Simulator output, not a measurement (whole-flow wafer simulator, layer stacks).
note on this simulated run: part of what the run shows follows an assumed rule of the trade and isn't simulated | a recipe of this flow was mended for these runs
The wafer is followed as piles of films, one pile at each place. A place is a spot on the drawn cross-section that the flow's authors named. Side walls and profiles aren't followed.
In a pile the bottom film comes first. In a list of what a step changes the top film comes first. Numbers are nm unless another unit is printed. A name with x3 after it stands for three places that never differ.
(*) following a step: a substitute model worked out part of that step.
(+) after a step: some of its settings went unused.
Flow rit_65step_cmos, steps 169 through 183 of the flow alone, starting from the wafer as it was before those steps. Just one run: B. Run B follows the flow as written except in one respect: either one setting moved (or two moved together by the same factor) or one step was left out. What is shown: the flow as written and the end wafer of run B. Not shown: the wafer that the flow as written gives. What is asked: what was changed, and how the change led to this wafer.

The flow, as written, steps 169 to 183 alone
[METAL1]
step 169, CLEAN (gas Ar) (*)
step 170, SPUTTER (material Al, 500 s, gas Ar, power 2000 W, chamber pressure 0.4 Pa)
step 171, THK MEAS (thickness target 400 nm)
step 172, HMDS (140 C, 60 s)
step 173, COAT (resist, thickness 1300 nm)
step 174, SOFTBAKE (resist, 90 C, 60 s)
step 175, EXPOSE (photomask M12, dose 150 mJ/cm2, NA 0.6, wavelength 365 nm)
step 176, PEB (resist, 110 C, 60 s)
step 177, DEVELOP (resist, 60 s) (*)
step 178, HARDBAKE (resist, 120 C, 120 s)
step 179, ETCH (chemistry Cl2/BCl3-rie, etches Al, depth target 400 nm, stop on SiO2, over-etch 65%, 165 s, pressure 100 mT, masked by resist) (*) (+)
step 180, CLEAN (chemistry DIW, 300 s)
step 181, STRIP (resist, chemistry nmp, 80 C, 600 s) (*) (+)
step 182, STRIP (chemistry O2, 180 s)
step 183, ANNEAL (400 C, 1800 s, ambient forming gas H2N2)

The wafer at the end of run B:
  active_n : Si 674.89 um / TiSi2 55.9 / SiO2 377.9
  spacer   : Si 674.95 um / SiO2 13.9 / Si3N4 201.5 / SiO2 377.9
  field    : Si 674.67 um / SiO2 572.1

Cause: step 170, SPUTTER: power 2705 W was run, whereas the flow has power 2000 W.

Step by step, how the change led to this:
  step 170, SPUTTER (material Al, 500 s, gas Ar, power 2000 W, chamber pressure 0.4 Pa)
      field, field_pw, field_nw and 10 more: Al gains 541 (new film) (in the flow as written it would be: Al gains 400 (new film))
      contact: Al gains 334 (new film) (in the flow as written it would be: Al gains 255.4 (new film))
  step 173, COAT (resist, thickness 1300 nm)
      contact: resist gains 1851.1 (new film) (in the flow as written it would be: resist gains 1785.1 (new film))
  step 176, PEB (resist, 110 C, 60 s)
      contact: resist loses 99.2 (in the flow as written it would be: resist loses 95.5)
  step 178, HARDBAKE (resist, 120 C, 120 s)
      contact: resist loses 64.7 (in the flow as written it would be: resist loses 62.1)
  step 179, ETCH (chemistry Cl2/BCl3-rie, etches Al, depth target 400 nm, stop on SiO2, over-etch 65%, 165 s, pressure 100 mT, masked by resist) (*) (+)
      field, field_pw, field_nw and 9 more: Al loses 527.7 (all of it), SiO2 loses 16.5 (in the flow as written it would be: Al loses 386.7 (all of it), SiO2 loses 34.2)
  step 181, STRIP (resist, chemistry nmp, 80 C, 600 s) (*) (+)
      contact: resist loses 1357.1 (all of it) (in the flow as written it would be: resist loses 1297.5 (all of it))
